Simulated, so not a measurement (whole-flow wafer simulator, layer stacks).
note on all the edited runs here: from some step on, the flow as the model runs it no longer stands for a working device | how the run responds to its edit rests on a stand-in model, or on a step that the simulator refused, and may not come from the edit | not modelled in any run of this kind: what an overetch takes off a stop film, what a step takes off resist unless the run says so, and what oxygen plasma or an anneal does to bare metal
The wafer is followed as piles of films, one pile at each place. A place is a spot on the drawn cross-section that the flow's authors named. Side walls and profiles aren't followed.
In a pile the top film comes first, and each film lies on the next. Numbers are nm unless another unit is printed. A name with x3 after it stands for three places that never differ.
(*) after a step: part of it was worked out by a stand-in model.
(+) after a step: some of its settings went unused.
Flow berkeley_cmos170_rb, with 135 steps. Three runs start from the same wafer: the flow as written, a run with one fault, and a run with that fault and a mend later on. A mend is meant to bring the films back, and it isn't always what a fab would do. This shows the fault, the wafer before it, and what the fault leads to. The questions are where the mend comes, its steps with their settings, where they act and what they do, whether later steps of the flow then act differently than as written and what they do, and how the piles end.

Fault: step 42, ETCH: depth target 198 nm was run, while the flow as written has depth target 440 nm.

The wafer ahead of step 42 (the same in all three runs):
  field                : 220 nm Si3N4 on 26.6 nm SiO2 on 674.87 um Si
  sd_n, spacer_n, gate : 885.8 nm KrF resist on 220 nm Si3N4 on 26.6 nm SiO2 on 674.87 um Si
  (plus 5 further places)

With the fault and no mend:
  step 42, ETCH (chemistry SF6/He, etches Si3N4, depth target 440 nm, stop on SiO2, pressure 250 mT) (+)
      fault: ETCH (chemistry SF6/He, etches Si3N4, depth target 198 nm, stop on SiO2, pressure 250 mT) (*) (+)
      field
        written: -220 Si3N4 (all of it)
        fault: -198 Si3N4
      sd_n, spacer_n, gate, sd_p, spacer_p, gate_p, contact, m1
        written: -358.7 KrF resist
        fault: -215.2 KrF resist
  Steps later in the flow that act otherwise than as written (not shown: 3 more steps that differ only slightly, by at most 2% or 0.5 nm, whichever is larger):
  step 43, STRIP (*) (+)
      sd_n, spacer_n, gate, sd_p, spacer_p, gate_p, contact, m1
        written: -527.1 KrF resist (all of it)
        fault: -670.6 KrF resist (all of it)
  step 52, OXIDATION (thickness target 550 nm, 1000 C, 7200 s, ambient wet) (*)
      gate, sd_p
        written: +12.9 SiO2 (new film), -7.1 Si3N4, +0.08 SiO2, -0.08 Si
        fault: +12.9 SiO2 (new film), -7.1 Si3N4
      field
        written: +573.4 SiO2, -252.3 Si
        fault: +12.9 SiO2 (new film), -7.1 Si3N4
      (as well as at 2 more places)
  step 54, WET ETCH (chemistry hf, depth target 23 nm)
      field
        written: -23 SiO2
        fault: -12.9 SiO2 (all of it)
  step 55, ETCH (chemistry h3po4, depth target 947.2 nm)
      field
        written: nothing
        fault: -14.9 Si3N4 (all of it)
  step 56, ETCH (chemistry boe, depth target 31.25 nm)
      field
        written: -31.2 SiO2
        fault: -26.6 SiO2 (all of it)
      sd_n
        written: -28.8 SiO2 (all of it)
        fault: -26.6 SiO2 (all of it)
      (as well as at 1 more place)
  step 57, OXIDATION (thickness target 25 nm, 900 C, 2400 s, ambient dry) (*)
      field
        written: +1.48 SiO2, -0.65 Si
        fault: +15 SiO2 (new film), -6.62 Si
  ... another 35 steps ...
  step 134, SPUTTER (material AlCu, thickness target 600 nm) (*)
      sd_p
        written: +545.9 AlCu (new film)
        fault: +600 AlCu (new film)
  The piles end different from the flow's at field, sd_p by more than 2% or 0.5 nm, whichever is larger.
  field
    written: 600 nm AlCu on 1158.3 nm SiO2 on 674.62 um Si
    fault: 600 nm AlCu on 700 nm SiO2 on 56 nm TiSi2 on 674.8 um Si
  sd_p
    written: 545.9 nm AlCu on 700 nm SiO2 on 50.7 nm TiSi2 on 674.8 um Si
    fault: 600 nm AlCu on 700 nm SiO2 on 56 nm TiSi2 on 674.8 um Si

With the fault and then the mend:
  The mend stands after step 42.
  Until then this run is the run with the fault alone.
  step 42a, ETCH (chemistry SF6/He, etches Si3N4, depth target 242 nm, stop on SiO2, pressure 250 mT) (+) (the flow's step 42 again, with other settings)
      sd_n, spacer_n, gate, sd_p, spacer_p, gate_p, contact, m1
        -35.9 KrF resist
      field
        -22 Si3N4 (all of it)
  Steps later in the flow that act otherwise than as written:
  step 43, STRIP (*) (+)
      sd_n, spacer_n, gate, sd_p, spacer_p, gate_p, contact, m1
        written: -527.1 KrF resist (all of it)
        mend: -634.7 KrF resist (all of it)
  At every place that both follow, the piles at the end match the flow's.
